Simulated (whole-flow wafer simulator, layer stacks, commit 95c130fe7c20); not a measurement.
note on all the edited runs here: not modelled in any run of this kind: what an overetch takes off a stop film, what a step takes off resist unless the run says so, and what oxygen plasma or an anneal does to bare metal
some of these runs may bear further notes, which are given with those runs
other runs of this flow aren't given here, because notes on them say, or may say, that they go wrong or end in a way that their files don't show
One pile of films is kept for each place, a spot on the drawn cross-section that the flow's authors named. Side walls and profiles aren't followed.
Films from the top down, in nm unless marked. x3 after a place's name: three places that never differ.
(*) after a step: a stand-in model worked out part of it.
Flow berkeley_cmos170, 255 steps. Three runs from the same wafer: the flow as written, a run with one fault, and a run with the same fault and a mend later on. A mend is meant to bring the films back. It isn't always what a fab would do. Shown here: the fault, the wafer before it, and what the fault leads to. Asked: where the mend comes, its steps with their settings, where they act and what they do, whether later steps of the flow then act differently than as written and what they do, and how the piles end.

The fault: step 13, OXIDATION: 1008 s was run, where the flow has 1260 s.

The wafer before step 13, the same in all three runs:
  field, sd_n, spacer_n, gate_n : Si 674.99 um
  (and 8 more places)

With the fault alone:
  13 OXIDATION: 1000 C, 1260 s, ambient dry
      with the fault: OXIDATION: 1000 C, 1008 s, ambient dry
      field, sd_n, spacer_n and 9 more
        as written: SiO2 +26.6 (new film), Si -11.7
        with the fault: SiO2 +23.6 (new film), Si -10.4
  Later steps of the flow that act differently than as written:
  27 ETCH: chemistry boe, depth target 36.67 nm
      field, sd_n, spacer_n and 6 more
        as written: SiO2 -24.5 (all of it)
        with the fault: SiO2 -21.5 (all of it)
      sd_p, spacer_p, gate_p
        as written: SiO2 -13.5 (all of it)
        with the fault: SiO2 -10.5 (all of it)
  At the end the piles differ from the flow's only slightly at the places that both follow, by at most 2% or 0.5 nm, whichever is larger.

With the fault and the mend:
  The mend comes after step 13.
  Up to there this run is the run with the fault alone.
  13a OXIDATION: 1000 C, 252 s, ambient dry (*) (the flow's step 13 once more, with other settings)
      field, sd_n, spacer_n and 9 more
        SiO2 +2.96, Si -1.3
  No later step of the flow acts differently than as written at any place that is followed.
  At the end the piles are the same as the flow's at every place that both follow.
